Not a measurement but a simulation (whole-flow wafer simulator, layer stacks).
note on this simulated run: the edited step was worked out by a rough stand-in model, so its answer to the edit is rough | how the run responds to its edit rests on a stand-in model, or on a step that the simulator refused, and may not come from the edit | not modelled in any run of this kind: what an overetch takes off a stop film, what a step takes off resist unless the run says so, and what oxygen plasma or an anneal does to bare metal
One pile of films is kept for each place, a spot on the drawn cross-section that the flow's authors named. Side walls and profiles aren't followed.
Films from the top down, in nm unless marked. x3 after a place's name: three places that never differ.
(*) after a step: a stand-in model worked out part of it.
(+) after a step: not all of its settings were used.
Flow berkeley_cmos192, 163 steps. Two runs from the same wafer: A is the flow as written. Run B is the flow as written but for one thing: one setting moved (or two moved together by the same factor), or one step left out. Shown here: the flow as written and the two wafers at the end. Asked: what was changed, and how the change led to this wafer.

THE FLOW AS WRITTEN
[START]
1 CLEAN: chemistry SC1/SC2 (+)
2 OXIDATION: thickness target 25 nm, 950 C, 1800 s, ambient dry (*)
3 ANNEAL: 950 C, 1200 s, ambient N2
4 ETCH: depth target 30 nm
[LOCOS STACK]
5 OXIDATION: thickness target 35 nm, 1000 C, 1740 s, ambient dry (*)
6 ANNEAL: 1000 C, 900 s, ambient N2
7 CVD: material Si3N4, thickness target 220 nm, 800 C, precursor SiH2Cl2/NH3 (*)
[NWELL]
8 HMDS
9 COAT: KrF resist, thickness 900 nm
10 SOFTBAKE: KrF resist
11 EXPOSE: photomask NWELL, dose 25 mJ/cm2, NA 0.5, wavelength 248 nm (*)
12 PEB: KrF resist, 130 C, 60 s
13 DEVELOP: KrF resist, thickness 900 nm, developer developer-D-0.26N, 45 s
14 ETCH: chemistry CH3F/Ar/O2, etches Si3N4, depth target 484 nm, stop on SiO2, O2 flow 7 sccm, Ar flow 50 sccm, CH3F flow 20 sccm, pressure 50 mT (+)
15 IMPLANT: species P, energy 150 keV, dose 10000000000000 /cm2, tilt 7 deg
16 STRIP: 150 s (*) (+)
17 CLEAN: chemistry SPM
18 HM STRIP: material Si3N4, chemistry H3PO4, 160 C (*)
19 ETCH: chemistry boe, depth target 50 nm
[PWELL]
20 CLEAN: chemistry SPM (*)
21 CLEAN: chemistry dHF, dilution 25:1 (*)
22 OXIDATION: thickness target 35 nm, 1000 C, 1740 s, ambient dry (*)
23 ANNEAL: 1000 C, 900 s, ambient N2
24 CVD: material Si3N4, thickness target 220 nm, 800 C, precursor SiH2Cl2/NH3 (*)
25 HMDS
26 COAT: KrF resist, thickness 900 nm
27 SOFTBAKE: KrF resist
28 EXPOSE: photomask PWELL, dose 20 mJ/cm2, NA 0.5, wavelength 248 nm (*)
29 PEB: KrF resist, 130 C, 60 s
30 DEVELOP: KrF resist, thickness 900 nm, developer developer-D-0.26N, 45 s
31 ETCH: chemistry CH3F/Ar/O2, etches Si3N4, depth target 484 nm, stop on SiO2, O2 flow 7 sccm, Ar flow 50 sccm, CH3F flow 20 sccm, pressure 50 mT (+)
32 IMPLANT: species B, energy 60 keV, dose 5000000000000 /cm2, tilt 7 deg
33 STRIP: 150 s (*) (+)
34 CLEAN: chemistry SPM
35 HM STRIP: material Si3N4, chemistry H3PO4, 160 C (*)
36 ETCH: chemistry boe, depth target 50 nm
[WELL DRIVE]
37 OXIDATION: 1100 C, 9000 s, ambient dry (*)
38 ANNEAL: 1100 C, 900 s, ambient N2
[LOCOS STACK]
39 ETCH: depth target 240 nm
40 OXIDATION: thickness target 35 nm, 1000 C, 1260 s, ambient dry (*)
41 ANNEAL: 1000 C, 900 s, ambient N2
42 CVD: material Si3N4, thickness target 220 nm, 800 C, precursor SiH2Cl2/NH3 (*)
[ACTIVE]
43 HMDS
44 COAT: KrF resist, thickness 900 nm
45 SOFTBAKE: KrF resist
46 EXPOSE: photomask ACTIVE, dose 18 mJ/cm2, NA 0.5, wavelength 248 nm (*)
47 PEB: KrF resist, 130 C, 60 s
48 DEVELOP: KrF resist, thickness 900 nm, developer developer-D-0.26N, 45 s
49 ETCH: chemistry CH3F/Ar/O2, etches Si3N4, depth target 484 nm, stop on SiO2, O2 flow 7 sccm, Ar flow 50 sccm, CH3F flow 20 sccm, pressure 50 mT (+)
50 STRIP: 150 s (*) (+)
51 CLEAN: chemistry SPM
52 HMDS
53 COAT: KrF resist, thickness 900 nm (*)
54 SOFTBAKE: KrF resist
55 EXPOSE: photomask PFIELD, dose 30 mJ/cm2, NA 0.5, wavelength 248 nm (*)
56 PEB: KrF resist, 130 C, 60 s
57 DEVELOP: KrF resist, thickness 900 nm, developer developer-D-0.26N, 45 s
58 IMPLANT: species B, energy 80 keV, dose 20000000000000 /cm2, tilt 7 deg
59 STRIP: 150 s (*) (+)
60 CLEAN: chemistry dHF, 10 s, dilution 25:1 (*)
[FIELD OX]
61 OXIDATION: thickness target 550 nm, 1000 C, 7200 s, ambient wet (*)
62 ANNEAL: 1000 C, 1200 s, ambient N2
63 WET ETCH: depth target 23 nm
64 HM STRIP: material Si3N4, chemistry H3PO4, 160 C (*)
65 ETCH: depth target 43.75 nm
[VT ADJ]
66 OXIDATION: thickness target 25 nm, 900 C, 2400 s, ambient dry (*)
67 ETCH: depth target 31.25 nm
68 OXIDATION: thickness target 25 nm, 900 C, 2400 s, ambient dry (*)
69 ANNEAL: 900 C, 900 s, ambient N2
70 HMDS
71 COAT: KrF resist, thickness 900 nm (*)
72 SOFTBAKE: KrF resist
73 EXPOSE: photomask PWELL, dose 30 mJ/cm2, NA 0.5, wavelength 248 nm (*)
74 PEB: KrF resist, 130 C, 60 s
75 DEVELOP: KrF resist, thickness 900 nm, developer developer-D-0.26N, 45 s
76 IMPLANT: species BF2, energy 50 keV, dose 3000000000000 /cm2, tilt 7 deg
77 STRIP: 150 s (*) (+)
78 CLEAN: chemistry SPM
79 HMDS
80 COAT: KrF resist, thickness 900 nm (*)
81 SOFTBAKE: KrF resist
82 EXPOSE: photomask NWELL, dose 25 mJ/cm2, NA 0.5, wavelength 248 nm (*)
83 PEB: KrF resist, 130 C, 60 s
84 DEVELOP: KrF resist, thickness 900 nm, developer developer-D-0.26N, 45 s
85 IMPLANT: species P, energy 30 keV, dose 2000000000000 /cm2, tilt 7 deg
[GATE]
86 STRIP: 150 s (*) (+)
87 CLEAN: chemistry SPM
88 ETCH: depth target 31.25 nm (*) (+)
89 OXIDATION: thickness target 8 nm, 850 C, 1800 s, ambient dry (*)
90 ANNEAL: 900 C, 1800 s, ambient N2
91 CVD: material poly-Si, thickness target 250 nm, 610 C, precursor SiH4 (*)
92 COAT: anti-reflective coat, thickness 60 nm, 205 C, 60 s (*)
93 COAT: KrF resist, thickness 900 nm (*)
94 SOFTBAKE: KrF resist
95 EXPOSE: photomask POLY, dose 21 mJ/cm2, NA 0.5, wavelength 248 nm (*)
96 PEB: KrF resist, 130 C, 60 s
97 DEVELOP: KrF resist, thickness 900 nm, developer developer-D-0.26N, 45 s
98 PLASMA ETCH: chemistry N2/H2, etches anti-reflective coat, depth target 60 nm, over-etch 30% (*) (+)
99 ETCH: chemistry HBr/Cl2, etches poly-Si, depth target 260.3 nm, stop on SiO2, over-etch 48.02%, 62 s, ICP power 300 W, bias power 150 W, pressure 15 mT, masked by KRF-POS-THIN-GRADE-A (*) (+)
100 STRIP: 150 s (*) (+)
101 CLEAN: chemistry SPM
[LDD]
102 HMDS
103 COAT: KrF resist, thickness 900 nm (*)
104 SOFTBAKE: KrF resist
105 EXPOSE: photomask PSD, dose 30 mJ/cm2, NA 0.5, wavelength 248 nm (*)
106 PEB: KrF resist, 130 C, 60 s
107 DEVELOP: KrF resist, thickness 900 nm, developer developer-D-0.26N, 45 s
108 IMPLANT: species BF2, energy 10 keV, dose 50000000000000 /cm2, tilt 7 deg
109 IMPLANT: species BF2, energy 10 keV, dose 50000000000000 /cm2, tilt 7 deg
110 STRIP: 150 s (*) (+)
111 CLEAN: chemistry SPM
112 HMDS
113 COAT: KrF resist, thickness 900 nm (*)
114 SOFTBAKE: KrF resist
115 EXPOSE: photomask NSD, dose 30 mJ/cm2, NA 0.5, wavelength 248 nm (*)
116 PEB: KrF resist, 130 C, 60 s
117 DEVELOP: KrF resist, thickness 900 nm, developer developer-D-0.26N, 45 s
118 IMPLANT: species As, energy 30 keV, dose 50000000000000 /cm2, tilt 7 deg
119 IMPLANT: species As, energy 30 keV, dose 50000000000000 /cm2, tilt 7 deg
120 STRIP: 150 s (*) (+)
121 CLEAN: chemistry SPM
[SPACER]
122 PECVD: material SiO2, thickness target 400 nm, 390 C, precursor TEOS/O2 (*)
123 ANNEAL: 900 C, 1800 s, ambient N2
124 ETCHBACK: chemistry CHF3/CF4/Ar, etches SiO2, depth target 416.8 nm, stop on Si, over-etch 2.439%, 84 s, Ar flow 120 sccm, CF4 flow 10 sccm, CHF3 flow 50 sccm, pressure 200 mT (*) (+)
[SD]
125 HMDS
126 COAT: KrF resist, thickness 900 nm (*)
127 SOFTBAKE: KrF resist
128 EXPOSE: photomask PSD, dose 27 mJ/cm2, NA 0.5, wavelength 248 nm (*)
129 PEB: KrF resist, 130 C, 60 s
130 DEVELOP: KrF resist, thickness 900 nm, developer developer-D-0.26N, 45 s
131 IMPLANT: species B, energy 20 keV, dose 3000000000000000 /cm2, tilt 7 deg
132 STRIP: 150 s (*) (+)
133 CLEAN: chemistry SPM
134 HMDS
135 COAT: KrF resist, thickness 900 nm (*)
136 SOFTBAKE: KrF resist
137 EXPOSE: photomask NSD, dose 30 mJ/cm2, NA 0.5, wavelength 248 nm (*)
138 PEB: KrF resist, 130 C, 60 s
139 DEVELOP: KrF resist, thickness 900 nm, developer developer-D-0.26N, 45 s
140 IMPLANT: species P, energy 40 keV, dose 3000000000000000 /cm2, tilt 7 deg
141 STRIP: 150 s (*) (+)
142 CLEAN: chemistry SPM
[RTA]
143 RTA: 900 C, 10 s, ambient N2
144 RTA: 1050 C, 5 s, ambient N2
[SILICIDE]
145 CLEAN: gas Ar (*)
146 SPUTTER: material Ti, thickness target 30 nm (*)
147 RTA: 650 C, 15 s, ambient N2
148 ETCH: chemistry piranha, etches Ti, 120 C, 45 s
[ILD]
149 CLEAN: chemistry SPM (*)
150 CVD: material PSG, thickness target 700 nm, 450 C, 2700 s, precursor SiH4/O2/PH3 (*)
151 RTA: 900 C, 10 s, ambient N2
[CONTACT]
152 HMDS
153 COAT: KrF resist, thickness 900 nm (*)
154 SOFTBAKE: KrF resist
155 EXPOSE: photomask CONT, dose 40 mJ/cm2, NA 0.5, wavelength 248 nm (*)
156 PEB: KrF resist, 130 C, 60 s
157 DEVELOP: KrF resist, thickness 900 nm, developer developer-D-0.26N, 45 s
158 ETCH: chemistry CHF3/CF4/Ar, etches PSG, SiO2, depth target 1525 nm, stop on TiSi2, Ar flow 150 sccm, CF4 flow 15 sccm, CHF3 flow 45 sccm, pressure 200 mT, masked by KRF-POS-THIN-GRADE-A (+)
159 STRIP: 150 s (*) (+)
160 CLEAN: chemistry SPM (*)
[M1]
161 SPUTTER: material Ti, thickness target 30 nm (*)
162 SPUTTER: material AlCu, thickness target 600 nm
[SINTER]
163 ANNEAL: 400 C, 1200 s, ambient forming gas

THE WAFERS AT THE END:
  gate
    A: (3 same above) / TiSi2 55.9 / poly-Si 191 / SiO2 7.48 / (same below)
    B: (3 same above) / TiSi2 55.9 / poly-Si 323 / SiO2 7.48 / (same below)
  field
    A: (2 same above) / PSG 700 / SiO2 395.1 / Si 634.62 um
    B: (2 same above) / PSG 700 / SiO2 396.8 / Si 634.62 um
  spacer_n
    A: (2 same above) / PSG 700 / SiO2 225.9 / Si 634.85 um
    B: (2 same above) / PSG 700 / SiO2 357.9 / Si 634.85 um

The cause: step 91, CVD: thickness target 382 nm was run, where the flow has thickness target 250 nm.

How the change led to this, step by step:
  91 CVD: material poly-Si, thickness target 250 nm, 610 C, precursor SiH4 (*)
      field, sd_n, spacer_n and 6 more: A poly-Si +250 (new film) | B poly-Si +382 (new film)
  92 COAT: anti-reflective coat, thickness 60 nm, 205 C, 60 s (*)
      field: A anti-reflective coat +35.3 (new film) | B anti-reflective coat +36.7 (new film)
      sd_n: A anti-reflective coat +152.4 (new film) | B anti-reflective coat +158 (new film)
      (and at 2 more places)
  98 PLASMA ETCH: chemistry N2/H2, etches anti-reflective coat, depth target 60 nm, over-etch 30% (*) (+)
      field: A anti-reflective coat -35.3 (all of it), poly-Si -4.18 | B anti-reflective coat -36.7 (all of it), poly-Si -4.33
      sd_n: A anti-reflective coat -152.4 (all of it), poly-Si -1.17 | B anti-reflective coat -158 (all of it), poly-Si -1.22
      (and at 2 more places)
  99 ETCH: chemistry HBr/Cl2, etches poly-Si, depth target 260.3 nm, stop on SiO2, over-etch 48.02%, 62 s, ICP power 300 W, bias power 150 W, pressure 15 mT, masked by KRF-POS-THIN-GRADE-A (*) (+)
      spacer_n, spacer_p: A poly-Si -245.8 (all of it), SiO2 -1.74 | B poly-Si -377.6 (all of it), SiO2 -0.04
      field: A poly-Si -245.8 (all of it), SiO2 -1.74 | B poly-Si -377.7 (all of it), SiO2 -0.04
      (and at 4 more places)
  103 COAT: KrF resist, thickness 900 nm (*)
      gate: A KrF resist +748 (new film) | B KrF resist +637.6 (new film)
      gate_p: A KrF resist +744.1 (new film) | B KrF resist +633.7 (new film)
  107 DEVELOP: KrF resist, thickness 900 nm, developer developer-D-0.26N, 45 s
      gate_p: A KrF resist -742.9 (all of it) | B KrF resist -632.8 (all of it)
  110 STRIP: 150 s (*) (+)
      gate: A KrF resist -732.7 (all of it), chemical SiO2 +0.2, poly-Si -0.09 | B KrF resist -622.5 (all of it), chemical SiO2 +0.2, poly-Si -0.09
  113 COAT: KrF resist, thickness 900 nm (*)
      gate: A KrF resist +747.9 (new film) | B KrF resist +637.5 (new film)
      gate_p: A KrF resist +743.9 (new film) | B KrF resist +633.6 (new film)
  117 DEVELOP: KrF resist, thickness 900 nm, developer developer-D-0.26N, 45 s
      gate: A KrF resist -746.8 (all of it) | B KrF resist -636.6 (all of it)
  120 STRIP: 150 s (*) (+)
      gate_p: A KrF resist -728.6 (all of it), chemical SiO2 +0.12, poly-Si -0.05 | B KrF resist -618.5 (all of it), chemical SiO2 +0.12, poly-Si -0.05
  124 ETCHBACK: chemistry CHF3/CF4/Ar, etches SiO2, depth target 416.8 nm, stop on Si, over-etch 2.439%, 84 s, Ar flow 120 sccm, CF4 flow 10 sccm, CHF3 flow 50 sccm, pressure 200 mT (*) (+)
      spacer_n: A SiO2 -160 | B SiO2 -28.5
      spacer_p: A SiO2 -159.9 | B SiO2 -28.4
  126 COAT: KrF resist, thickness 900 nm (*)
      spacer_n: A KrF resist +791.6 (new film) | B KrF resist +695.8 (new film)
      gate: A KrF resist +771.5 (new film) | B KrF resist +678.1 (new film)
      (and at 2 more places)
  130 DEVELOP: KrF resist, thickness 900 nm, developer developer-D-0.26N, 45 s
      spacer_p: A KrF resist -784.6 (all of it) | B KrF resist -689.3 (all of it)
      gate_p: A KrF resist -764.3 (all of it) | B KrF resist -671.4 (all of it)
  132 STRIP: 150 s (*) (+)
      spacer_n: A KrF resist -776.1 (all of it) | B KrF resist -680.5 (all of it)
      gate: A chemical SiO2 +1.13 (new film), KrF resist -756.1 (all of it), poly-Si -0.5 | B chemical SiO2 +1.13 (new film), KrF resist -662.8 (all of it), poly-Si -0.5
  135 COAT: KrF resist, thickness 900 nm (*)
      spacer_n: A KrF resist +791.1 (new film) | B KrF resist +696 (new film)
      gate: A KrF resist +770.3 (new film) | B KrF resist +677.7 (new film)
      (and at 2 more places)
  139 DEVELOP: KrF resist, thickness 900 nm, developer developer-D-0.26N, 45 s
      spacer_n: A KrF resist -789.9 (all of it) | B KrF resist -695 (all of it)
      gate: A KrF resist -769.1 (all of it) | B KrF resist -676.6 (all of it)
  ... 2 more steps ...
  159 STRIP: 150 s (*) (+)
      field: A KrF resist -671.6 (all of it) | B KrF resist -687.3 (all of it)
      spacer_n: A KrF resist -620.3 (all of it) | B KrF resist -550.1 (all of it)
      (and at 4 more places)
